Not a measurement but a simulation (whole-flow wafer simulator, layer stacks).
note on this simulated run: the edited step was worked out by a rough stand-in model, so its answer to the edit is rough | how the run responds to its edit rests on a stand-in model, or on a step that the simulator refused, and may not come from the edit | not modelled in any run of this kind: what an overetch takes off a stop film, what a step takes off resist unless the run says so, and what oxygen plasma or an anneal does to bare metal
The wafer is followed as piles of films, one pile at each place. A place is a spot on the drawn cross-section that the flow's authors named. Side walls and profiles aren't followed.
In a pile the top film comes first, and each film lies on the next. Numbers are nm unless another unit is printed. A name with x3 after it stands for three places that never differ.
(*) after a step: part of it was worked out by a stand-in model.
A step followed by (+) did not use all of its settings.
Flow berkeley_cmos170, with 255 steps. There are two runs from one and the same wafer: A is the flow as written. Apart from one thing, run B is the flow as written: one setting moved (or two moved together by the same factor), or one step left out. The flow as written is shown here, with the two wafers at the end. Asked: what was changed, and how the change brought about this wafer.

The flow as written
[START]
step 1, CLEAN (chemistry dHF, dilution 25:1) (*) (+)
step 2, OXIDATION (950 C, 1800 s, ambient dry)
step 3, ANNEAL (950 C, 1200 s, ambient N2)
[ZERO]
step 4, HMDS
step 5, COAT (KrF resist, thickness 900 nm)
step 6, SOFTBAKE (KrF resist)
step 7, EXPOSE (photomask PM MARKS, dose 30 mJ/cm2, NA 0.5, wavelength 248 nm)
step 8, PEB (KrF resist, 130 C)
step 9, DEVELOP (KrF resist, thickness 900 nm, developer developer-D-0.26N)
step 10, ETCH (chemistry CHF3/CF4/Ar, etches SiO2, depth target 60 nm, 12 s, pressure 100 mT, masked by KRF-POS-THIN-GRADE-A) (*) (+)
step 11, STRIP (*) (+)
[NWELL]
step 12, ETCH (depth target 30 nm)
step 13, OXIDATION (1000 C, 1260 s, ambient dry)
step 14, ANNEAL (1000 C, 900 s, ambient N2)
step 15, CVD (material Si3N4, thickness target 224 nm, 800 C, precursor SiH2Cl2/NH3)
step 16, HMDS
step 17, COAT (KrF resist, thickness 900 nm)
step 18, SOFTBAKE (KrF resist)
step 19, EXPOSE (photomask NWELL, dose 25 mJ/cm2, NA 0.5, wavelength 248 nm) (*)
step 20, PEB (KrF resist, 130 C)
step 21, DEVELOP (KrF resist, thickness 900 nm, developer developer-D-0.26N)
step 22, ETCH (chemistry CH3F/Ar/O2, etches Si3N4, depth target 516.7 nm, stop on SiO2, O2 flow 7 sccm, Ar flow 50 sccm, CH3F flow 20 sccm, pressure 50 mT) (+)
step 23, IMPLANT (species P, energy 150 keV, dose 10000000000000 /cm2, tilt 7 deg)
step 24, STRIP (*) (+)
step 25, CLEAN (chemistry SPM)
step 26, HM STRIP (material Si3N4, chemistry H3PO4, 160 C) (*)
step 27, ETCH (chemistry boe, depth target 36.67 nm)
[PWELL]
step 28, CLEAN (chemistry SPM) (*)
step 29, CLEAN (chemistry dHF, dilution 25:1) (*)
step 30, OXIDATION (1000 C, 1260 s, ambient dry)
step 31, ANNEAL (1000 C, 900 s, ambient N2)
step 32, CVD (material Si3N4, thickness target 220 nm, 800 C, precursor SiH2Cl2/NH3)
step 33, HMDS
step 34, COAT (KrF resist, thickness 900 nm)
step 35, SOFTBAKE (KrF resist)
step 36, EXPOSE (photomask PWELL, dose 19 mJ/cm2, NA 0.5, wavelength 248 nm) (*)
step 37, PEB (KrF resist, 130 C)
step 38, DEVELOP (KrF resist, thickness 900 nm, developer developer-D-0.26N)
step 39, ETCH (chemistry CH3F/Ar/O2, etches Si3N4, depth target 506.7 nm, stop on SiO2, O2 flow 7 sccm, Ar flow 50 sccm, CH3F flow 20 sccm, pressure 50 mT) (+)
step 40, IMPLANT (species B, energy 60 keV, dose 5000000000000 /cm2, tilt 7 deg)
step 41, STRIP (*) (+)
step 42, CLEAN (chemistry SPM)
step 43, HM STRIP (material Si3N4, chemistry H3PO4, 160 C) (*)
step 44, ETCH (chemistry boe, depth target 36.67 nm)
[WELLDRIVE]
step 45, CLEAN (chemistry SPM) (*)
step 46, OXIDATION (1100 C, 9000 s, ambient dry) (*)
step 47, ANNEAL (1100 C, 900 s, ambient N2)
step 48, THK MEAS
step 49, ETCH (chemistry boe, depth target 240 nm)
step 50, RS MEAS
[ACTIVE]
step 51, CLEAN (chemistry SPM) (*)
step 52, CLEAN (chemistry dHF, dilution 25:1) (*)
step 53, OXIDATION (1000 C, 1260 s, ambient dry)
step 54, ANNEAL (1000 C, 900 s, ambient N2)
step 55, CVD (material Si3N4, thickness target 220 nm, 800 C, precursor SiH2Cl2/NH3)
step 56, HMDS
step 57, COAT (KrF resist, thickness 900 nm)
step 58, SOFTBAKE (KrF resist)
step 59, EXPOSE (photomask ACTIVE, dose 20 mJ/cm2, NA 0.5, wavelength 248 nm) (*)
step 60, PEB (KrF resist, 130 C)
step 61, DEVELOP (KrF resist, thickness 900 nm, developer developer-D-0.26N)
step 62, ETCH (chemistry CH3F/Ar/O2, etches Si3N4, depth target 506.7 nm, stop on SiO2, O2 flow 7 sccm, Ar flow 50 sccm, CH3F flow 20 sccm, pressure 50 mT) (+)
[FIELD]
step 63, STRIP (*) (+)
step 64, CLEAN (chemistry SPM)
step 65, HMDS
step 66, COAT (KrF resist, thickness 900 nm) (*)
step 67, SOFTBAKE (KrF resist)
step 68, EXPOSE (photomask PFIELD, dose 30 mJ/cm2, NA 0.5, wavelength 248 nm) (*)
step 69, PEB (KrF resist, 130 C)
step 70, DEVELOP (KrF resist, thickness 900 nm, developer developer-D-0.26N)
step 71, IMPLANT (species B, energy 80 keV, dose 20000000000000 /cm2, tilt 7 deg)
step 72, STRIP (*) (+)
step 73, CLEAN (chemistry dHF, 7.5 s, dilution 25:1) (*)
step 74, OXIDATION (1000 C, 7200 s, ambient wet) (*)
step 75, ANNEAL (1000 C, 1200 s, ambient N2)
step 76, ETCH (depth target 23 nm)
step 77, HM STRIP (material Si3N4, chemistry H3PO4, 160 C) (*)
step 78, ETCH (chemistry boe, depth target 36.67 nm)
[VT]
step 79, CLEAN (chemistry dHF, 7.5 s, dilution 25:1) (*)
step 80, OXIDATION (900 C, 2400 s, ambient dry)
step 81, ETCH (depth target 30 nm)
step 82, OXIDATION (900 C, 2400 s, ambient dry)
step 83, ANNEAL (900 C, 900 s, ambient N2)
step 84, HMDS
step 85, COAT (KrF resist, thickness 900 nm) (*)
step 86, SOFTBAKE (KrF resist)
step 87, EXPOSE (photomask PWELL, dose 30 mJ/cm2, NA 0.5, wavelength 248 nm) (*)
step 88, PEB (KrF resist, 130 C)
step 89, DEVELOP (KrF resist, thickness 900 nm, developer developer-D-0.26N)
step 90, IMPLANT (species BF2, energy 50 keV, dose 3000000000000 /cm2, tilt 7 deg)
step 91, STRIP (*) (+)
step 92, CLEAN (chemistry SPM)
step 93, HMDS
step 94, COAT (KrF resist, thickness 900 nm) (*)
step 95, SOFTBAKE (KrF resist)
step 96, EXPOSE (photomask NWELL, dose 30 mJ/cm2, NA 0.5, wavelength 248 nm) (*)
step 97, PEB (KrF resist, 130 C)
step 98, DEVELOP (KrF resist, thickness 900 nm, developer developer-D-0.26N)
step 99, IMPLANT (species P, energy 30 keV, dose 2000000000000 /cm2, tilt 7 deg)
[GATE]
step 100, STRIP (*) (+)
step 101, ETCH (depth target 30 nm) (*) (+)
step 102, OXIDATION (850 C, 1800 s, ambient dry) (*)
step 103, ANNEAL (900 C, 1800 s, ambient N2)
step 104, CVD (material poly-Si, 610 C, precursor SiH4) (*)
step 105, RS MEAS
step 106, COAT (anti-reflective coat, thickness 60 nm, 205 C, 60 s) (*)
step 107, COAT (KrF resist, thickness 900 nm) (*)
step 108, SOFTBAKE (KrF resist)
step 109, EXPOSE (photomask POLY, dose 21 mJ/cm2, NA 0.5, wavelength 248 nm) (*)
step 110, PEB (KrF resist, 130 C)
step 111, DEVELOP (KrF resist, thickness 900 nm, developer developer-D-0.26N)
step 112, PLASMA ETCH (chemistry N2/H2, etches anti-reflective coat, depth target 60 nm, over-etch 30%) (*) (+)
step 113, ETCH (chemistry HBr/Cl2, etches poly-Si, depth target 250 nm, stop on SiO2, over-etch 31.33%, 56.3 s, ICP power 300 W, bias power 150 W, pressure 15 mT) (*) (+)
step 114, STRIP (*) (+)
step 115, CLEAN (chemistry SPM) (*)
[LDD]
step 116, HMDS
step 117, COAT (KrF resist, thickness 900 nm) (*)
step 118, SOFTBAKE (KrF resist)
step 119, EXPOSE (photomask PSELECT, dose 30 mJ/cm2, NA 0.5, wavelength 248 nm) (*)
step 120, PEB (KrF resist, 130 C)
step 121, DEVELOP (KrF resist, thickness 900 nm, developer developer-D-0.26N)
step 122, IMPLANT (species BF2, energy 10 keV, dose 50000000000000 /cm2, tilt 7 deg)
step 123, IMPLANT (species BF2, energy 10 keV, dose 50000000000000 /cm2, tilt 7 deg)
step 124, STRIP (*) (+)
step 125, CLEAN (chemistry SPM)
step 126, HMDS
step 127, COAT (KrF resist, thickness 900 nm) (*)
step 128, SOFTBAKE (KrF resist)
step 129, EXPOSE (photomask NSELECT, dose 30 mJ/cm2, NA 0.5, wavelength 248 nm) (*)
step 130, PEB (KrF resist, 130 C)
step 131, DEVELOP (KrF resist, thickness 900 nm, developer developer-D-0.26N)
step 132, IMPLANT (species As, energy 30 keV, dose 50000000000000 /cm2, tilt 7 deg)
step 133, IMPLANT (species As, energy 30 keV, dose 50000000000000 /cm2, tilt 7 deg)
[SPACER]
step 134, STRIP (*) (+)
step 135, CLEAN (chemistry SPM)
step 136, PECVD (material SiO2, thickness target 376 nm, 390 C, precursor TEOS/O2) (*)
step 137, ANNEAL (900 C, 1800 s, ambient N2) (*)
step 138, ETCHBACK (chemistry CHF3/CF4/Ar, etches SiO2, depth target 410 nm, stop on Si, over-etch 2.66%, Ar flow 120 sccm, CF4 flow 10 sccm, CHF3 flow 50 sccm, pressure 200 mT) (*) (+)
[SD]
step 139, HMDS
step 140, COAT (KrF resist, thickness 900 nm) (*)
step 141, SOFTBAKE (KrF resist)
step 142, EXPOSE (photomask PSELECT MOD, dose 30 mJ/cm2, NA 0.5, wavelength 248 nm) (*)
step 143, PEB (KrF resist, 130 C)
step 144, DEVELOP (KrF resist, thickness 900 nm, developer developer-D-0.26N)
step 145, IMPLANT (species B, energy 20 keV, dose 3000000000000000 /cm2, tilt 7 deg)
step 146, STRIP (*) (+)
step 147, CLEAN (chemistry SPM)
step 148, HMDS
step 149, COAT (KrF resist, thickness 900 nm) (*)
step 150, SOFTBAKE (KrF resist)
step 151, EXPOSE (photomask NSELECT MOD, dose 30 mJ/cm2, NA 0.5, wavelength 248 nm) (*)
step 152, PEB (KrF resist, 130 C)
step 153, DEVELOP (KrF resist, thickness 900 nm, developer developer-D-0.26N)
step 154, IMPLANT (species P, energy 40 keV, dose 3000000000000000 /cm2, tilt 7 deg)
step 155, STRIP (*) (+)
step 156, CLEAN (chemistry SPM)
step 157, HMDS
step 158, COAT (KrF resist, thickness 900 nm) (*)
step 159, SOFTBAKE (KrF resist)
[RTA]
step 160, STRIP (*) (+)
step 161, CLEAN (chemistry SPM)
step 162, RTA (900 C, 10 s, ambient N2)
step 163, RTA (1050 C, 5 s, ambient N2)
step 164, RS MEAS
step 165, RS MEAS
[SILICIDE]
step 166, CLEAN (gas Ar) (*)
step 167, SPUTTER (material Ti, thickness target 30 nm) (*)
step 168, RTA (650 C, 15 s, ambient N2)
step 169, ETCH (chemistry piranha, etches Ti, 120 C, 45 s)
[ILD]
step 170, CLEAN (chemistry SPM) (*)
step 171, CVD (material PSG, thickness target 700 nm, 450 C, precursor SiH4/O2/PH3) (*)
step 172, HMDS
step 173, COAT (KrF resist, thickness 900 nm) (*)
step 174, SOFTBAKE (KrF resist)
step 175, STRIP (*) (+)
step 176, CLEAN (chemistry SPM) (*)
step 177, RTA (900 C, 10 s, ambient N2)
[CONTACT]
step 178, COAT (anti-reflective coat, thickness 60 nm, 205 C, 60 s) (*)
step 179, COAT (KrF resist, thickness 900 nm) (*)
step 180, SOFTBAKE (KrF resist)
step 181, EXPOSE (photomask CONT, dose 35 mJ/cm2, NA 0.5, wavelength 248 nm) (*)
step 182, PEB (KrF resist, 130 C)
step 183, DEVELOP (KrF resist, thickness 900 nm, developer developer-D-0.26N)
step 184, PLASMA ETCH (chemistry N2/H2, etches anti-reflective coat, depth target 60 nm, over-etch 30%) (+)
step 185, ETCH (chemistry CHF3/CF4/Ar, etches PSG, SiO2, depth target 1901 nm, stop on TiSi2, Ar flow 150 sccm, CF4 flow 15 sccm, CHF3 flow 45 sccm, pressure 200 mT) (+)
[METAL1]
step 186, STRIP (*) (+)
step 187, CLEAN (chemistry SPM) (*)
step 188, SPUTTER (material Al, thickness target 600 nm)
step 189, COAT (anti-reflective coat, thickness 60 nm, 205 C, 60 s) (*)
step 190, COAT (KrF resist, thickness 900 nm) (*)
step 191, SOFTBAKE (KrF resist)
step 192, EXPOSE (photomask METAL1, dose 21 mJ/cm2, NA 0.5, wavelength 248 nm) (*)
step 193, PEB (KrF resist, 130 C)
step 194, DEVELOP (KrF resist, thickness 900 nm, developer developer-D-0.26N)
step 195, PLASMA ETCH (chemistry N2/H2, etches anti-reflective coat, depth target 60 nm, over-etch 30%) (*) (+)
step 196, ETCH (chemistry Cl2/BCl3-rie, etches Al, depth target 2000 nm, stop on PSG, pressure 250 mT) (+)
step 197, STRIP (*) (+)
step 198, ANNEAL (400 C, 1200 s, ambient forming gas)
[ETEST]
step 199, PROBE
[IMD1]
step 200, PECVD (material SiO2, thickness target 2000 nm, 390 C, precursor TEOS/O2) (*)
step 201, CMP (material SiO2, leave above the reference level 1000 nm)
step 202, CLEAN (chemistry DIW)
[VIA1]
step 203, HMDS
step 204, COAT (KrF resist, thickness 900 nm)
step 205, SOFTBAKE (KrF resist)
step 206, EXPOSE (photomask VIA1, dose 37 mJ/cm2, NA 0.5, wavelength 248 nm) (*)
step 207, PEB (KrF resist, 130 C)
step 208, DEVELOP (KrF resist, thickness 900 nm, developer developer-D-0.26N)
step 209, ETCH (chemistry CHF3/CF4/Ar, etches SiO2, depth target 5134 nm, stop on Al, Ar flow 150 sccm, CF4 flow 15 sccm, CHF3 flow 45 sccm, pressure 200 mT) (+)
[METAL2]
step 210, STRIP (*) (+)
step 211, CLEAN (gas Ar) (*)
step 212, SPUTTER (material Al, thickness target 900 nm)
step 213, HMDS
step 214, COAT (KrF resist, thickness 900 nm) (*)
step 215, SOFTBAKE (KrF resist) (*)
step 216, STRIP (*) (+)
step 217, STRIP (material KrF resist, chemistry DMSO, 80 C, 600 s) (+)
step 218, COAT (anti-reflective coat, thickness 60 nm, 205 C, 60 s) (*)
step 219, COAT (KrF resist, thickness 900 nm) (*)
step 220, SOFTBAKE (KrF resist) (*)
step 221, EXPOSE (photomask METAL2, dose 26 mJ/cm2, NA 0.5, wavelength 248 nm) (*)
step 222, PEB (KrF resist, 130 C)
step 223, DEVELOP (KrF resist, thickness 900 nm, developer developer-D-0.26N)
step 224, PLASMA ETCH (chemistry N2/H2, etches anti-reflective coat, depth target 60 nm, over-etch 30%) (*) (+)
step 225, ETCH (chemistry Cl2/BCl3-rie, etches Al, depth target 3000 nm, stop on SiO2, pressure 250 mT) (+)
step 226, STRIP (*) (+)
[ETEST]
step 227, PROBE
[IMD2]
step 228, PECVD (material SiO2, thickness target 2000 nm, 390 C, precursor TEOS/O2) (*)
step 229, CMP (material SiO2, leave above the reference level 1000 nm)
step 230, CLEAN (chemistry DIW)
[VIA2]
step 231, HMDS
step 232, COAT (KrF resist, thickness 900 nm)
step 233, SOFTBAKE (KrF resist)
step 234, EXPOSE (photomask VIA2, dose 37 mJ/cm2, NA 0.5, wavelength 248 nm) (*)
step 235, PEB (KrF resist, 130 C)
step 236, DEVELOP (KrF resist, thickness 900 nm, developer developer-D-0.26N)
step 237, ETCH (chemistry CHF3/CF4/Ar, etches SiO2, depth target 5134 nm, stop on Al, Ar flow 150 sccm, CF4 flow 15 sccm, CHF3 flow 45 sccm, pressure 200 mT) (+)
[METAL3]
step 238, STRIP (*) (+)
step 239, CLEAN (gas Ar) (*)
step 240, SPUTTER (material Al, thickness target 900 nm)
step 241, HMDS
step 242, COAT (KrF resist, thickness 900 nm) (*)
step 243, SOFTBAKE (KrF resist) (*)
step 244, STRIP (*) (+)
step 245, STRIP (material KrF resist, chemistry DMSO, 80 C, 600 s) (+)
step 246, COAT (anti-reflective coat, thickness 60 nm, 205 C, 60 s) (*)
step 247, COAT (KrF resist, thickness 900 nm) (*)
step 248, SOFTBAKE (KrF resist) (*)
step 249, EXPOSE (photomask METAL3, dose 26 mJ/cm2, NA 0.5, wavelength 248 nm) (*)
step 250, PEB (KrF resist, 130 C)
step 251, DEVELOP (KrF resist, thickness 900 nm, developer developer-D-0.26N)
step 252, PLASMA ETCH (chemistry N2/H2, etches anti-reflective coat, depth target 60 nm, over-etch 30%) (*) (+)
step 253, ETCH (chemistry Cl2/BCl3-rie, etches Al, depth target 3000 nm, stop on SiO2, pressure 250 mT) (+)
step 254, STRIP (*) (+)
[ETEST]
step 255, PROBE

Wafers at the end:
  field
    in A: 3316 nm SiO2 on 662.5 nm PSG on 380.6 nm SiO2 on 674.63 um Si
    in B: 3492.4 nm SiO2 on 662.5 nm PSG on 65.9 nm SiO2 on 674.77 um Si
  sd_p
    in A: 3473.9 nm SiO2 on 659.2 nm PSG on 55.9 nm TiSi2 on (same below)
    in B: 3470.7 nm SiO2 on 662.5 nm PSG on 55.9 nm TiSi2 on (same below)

The reason: step 74, OXIDATION: 900 C was run, while the flow as written has 1000 C.

The path from the change to this, step by step:
  step 74, OXIDATION (1000 C, 7200 s, ambient wet) (*)
      spacer_n, gate_n, spacer_p and 6 more: A SiO2 gains 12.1 (new film), Si3N4 loses 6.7 | B SiO2 gains 2.48 (new film), Si3N4 loses 1.37
      field: A SiO2 gains 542, Si loses 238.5 | B SiO2 gains 223.2, Si loses 98.2
      (and at 2 other places as well)
  step 76, ETCH (depth target 23 nm)
      sd_n, spacer_n, gate_n and 8 more: A SiO2 loses 12.1 (all of it) | B SiO2 loses 2.48 (all of it)
  step 77, HM STRIP (material Si3N4, chemistry H3PO4, 160 C) (*)
      sd_n, spacer_n, gate_n and 8 more: A Si3N4 loses 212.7 (all of it), SiO2 loses 1.99 | B Si3N4 loses 218.1 (all of it), SiO2 loses 2.04
  step 80, OXIDATION (900 C, 2400 s, ambient dry)
      field: A SiO2 gains 1.58, Si loses 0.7 | B SiO2 gains 3.27, Si loses 1.44
  step 82, OXIDATION (900 C, 2400 s, ambient dry)
      field: A SiO2 gains 1.66, Si loses 0.73 | B SiO2 gains 3.59, Si loses 1.58
  step 85, COAT (KrF resist, thickness 900 nm) (*)
      field: A KrF resist gains 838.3 (new film) | B KrF resist gains 886.4 (new film)
      sd_n: A KrF resist gains 1008.9 (new film) | B KrF resist gains 923.1 (new film)
      (and at 10 other places as well)
  step 89, DEVELOP (KrF resist, thickness 900 nm, developer developer-D-0.26N)
      field: A KrF resist loses 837 (all of it) | B KrF resist loses 885 (all of it)
      sd_n: A KrF resist loses 1007.2 (all of it) | B KrF resist loses 921.6 (all of it)
      (and at 3 other places as well)
  step 91, STRIP (*) (+)
      sd_p: A KrF resist loses 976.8 (all of it) | B KrF resist loses 904.5 (all of it)
      spacer_p: A KrF resist loses 957.7 (all of it) | B KrF resist loses 900.9 (all of it)
      (and at 5 other places as well)
  step 94, COAT (KrF resist, thickness 900 nm) (*)
      field: A KrF resist gains 838.3 (new film) | B KrF resist gains 886.4 (new film)
      sd_n: A KrF resist gains 1008.9 (new film) | B KrF resist gains 923.1 (new film)
      (and at 10 other places as well)
  step 98, DEVELOP (KrF resist, thickness 900 nm, developer developer-D-0.26N)
      sd_p: A KrF resist loses 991 (all of it) | B KrF resist loses 918.7 (all of it)
      spacer_p: A KrF resist loses 971.9 (all of it) | B KrF resist loses 915.1 (all of it)
      (and at 1 other place as well)
  step 100, STRIP (*) (+)
      field: A KrF resist loses 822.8 (all of it) | B KrF resist loses 870.8 (all of it)
      sd_n: A KrF resist loses 993 (all of it) | B KrF resist loses 907.4 (all of it)
      (and at 7 other places as well)
  step 102, OXIDATION (850 C, 1800 s, ambient dry) (*)
      field: A SiO2 gains 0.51, Si loses 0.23 | B SiO2 gains 1.24, Si loses 0.55
  step 106, COAT (anti-reflective coat, thickness 60 nm, 205 C, 60 s) (*)
      field: A anti-reflective coat gains 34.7 (new film) | B anti-reflective coat gains 51.6 (new film)
      sd_n: A anti-reflective coat gains 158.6 (new film) | B anti-reflective coat gains 72.2 (new film)
      (and at 10 other places as well)
  step 107, COAT (KrF resist, thickness 900 nm) (*)
      field: A KrF resist gains 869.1 (new film) | B KrF resist gains 896.7 (new film)
      spacer_n: A KrF resist gains 1024.8 (new film) | B KrF resist gains 911.2 (new film)
      (and at 9 other places as well)
  step 111, DEVELOP (KrF resist, thickness 900 nm, developer developer-D-0.26N)
      field: A KrF resist loses 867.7 (all of it) | B KrF resist loses 895.3 (all of it)
      spacer_n: A KrF resist loses 1023.1 (all of it) | B KrF resist loses 909.7 (all of it)
      (and at 7 other places as well)
  step 112, PLASMA ETCH (chemistry N2/H2, etches anti-reflective coat, depth target 60 nm, over-etch 30%) (*) (+)
      field: A anti-reflective coat loses 34.7 (all of it), poly-Si loses 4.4 | B anti-reflective coat loses 51.6 (all of it), poly-Si loses 1.08
      sd_n: A anti-reflective coat loses 158.6 (all of it), poly-Si loses 1.22 | B anti-reflective coat loses 72.2 (all of it), poly-Si loses 0.56
      (and at 8 other places as well)
  ... another 29 steps ...
  step 201, CMP (material SiO2, leave above the reference level 1000 nm)
      field: A SiO2 loses 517 | B SiO2 loses 340.7
